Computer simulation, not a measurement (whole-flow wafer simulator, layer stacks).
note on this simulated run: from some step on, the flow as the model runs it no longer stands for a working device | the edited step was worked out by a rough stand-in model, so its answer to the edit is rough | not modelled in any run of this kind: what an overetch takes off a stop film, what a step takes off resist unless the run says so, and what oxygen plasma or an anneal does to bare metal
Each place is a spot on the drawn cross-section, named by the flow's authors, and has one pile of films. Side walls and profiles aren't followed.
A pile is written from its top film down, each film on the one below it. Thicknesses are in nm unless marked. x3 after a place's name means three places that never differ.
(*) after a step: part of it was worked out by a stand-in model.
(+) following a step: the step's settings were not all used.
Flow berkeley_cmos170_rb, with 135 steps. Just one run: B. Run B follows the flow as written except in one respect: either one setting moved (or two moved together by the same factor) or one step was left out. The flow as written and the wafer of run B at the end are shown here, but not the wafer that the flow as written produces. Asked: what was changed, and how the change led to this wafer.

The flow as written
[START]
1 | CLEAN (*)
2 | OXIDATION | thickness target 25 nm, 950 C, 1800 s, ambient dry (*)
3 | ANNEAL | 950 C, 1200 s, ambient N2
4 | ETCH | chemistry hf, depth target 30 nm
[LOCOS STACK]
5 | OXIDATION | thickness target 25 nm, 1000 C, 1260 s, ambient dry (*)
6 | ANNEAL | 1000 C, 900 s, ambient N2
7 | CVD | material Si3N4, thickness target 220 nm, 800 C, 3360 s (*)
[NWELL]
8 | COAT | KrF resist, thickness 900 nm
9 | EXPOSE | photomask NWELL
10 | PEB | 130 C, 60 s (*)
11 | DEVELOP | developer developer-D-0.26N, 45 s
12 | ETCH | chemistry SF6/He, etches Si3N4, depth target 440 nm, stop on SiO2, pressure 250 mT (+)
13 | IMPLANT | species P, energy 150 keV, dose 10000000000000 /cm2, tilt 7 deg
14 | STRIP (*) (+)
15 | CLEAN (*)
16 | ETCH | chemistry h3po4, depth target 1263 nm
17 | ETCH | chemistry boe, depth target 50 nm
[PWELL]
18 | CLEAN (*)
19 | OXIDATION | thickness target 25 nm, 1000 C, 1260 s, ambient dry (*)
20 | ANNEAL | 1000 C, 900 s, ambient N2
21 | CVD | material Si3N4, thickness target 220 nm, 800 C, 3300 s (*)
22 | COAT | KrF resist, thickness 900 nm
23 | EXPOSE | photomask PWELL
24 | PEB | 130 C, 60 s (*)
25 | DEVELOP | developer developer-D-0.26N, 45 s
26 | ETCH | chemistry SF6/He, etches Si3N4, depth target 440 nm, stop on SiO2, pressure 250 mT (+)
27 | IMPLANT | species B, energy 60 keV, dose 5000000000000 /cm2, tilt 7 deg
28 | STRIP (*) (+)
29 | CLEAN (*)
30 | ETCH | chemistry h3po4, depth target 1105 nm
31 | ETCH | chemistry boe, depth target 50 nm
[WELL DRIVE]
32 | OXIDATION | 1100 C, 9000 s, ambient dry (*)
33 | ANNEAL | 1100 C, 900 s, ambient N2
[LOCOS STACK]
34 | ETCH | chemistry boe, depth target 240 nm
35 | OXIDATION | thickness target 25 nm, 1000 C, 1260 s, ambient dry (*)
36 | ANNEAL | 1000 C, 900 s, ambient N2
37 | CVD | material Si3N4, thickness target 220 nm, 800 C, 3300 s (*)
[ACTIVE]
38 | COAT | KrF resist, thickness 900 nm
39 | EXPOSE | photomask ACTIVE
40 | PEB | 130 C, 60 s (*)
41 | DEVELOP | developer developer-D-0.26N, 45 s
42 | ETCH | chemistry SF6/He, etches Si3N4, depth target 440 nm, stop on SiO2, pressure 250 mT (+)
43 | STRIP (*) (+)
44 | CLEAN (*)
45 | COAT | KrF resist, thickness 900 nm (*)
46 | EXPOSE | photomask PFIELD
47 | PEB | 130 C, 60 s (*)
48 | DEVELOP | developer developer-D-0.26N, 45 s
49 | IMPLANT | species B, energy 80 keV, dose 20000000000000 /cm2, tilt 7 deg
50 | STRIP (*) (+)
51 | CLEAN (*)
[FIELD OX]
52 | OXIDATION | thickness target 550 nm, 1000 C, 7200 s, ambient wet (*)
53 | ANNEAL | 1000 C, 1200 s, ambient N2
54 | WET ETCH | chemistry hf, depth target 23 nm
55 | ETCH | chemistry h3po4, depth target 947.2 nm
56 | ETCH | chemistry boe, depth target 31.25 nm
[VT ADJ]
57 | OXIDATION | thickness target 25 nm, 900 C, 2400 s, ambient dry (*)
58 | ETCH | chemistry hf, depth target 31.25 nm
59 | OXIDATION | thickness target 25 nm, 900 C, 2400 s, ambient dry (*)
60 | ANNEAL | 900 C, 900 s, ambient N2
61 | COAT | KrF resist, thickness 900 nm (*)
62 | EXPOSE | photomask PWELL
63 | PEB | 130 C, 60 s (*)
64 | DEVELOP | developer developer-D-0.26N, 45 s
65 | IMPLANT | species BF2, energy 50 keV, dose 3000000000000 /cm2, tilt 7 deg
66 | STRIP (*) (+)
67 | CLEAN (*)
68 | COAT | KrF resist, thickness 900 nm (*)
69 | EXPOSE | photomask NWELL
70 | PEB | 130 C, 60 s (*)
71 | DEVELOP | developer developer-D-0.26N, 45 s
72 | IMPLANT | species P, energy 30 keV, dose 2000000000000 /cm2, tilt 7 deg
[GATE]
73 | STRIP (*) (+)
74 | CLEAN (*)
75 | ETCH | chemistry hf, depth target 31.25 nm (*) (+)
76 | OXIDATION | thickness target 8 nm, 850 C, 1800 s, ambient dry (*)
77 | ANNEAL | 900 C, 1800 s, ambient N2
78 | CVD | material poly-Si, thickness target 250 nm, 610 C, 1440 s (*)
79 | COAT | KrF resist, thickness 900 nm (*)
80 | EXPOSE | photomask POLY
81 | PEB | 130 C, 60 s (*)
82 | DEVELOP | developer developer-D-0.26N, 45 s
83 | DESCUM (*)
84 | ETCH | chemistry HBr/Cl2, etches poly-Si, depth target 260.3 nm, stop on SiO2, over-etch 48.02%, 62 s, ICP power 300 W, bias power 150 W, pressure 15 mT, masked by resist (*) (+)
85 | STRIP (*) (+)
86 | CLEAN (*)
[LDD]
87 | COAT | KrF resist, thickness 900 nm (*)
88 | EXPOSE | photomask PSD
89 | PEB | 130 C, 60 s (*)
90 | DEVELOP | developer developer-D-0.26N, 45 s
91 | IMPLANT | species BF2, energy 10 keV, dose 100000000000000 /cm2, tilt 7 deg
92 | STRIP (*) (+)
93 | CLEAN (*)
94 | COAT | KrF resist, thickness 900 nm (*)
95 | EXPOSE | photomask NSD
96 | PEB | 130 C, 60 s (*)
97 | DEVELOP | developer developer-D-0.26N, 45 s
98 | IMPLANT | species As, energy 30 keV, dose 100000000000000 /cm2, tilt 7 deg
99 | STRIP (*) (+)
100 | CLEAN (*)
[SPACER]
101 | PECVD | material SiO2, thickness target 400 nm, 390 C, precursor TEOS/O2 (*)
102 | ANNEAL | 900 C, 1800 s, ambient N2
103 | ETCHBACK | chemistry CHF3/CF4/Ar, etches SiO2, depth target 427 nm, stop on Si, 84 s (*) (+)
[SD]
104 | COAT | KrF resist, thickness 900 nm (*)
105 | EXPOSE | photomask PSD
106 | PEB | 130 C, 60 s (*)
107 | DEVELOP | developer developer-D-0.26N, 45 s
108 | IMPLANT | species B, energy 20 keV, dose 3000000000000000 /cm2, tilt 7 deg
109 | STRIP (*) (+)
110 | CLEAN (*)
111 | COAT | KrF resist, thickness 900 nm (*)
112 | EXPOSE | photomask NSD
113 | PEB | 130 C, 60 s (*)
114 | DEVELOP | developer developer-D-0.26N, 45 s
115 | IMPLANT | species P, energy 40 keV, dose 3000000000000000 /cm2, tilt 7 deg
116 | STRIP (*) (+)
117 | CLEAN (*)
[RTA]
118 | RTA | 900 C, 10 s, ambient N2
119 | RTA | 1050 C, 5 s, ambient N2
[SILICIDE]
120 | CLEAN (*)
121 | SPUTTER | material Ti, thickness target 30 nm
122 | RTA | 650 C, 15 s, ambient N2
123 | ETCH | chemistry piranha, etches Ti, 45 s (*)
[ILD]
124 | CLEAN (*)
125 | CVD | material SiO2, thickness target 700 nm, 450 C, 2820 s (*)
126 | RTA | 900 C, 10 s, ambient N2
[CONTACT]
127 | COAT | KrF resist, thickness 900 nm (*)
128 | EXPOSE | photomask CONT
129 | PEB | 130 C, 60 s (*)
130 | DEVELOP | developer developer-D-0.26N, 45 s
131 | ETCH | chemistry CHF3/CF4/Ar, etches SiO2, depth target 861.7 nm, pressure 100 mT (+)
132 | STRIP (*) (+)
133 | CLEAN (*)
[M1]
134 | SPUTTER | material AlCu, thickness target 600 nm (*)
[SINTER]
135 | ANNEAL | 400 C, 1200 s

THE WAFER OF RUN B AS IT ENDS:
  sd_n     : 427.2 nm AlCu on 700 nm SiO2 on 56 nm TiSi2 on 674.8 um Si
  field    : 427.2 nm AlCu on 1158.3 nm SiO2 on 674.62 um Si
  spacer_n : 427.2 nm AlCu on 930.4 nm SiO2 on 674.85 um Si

Cause: step 134, SPUTTER: thickness target 427.2 nm was run, though the flow has thickness target 600 nm.
The wafer lets one read it off: sd_n has AlCu 427.2, and step 134 as written asks for 600 nm.

The path from the change to this, step by step:
  134 | SPUTTER | material AlCu, thickness target 600 nm (*)
      field, sd_n, spacer_n, gate, spacer_p, gate_p, m1: AlCu gains 427.2 (new film) (in the flow as written it would be: AlCu gains 600 (new film))
      sd_p: AlCu gains 383.2 (new film) (in the flow as written it would be: AlCu gains 545.9 (new film))
      (as well as at 1 more place)
